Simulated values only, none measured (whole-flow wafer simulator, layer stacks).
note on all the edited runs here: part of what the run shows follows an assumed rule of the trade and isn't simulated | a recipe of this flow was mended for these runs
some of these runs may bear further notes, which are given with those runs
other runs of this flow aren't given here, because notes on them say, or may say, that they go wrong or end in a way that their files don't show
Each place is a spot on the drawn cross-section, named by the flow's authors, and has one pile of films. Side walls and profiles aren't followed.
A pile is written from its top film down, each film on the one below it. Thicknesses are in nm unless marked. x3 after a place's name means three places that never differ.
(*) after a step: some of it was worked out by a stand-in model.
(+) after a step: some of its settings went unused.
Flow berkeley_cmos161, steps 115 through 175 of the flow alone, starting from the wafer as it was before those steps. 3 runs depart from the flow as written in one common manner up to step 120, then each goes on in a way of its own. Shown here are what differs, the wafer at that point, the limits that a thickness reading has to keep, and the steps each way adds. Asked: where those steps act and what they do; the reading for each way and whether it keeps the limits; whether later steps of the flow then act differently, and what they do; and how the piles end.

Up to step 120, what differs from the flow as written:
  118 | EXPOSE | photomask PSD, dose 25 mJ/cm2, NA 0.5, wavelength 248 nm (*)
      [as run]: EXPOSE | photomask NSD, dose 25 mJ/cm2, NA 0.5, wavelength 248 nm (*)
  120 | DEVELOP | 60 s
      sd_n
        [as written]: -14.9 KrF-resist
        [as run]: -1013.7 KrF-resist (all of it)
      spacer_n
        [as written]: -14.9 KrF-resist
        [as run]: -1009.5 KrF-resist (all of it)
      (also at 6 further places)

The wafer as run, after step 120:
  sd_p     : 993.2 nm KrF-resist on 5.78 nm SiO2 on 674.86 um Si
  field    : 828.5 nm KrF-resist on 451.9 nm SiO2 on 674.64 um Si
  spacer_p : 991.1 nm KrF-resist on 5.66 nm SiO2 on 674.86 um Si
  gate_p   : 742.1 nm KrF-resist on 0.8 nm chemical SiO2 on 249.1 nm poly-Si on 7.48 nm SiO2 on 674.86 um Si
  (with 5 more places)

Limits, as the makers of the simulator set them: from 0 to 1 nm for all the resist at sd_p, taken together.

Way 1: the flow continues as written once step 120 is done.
  Reading after step 120: 993.2 nm, not within the limits.
  Steps later in the flow that act otherwise than as written (not shown: 14 more steps that differ only slightly, by at most 2% or 0.5 nm, whichever is larger):
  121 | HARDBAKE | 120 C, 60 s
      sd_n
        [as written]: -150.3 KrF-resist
        [this way]: nothing
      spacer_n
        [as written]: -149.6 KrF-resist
        [this way]: nothing
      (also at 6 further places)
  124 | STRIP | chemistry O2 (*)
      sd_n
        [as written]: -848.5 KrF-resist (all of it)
        [this way]: nothing
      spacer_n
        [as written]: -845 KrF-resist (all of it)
        [this way]: nothing
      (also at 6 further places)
  When the end is reached, the piles differ only a little from the flow's at the places that both follow, at most by 2% or 0.5 nm, whichever is larger.

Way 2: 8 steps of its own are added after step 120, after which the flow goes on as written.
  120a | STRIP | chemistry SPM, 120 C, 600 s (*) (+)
      field
        -828.5 KrF-resist (all of it)
      sd_p
        -993.2 KrF-resist (all of it)
      spacer_p
        -991.1 KrF-resist (all of it)
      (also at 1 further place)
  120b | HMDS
      leaves every film unchanged at each place that is followed
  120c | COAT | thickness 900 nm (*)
      field
        +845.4 KrF-resist (new film)
      sd_n
        +1016.2 KrF-resist (new film)
      spacer_n
        +1012 KrF-resist (new film)
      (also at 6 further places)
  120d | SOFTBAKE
      leaves every film unchanged at each place that is followed
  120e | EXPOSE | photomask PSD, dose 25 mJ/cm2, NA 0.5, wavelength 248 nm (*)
      leaves every film unchanged at each place that is followed
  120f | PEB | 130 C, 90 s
      sd_n, m1
        -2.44 KrF-resist
      spacer_n, sd_p
        -2.43 KrF-resist
      field
        -1.97 KrF-resist
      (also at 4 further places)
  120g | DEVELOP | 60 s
      field, sd_n, spacer_n, gate_n, contact, m1
        -14.9 KrF-resist
      sd_p
        -1008.1 KrF-resist (all of it)
      spacer_p
        -1006 KrF-resist (all of it)
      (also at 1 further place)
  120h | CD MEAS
      leaves every film unchanged at each place that is followed
  Reading after step 120h: 0 nm, inside the limits.
  Later steps of the flow that are run all act as written at every place that is followed.
  The piles end the same as the flow's at every place that both follow.

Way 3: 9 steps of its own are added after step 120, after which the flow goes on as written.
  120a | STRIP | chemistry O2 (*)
      field
        -828.5 KrF-resist (all of it)
      gate_n
        +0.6 chemical SiO2, -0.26 poly-Si
      sd_p
        -993.2 KrF-resist (all of it)
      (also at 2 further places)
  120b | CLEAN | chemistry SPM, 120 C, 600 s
      leaves every film unchanged at each place that is followed
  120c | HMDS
      leaves every film unchanged at each place that is followed
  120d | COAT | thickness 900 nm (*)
      field
        +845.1 KrF-resist (new film)
      sd_n
        +1016.2 KrF-resist (new film)
      spacer_n
        +1011.8 KrF-resist (new film)
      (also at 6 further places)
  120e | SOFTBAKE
      leaves every film unchanged at each place that is followed
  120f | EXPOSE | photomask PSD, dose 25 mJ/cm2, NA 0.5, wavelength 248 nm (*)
      leaves every film unchanged at each place that is followed
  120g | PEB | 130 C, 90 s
      sd_n, m1
        -2.44 KrF-resist
      spacer_n, sd_p
        -2.43 KrF-resist
      field
        -1.96 KrF-resist
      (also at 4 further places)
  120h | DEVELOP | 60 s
      field, sd_n, spacer_n, gate_n, contact, m1
        -14.9 KrF-resist
      sd_p
        -1007.9 KrF-resist (all of it)
      spacer_p
        -1005.9 KrF-resist (all of it)
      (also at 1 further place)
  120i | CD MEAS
      leaves every film unchanged at each place that is followed
  Reading after step 120i: 0 nm, inside the limits.
  Later steps of the flow that are run all act as written at every place that is followed, up to a difference of at most 2% or 0.5 nm, whichever is larger.
  When the end is reached, the piles differ only a little from the flow's at the places that both follow, at most by 2% or 0.5 nm, whichever is larger.

Keeping within the limits: way 2, way 3. Outside them: way 1.
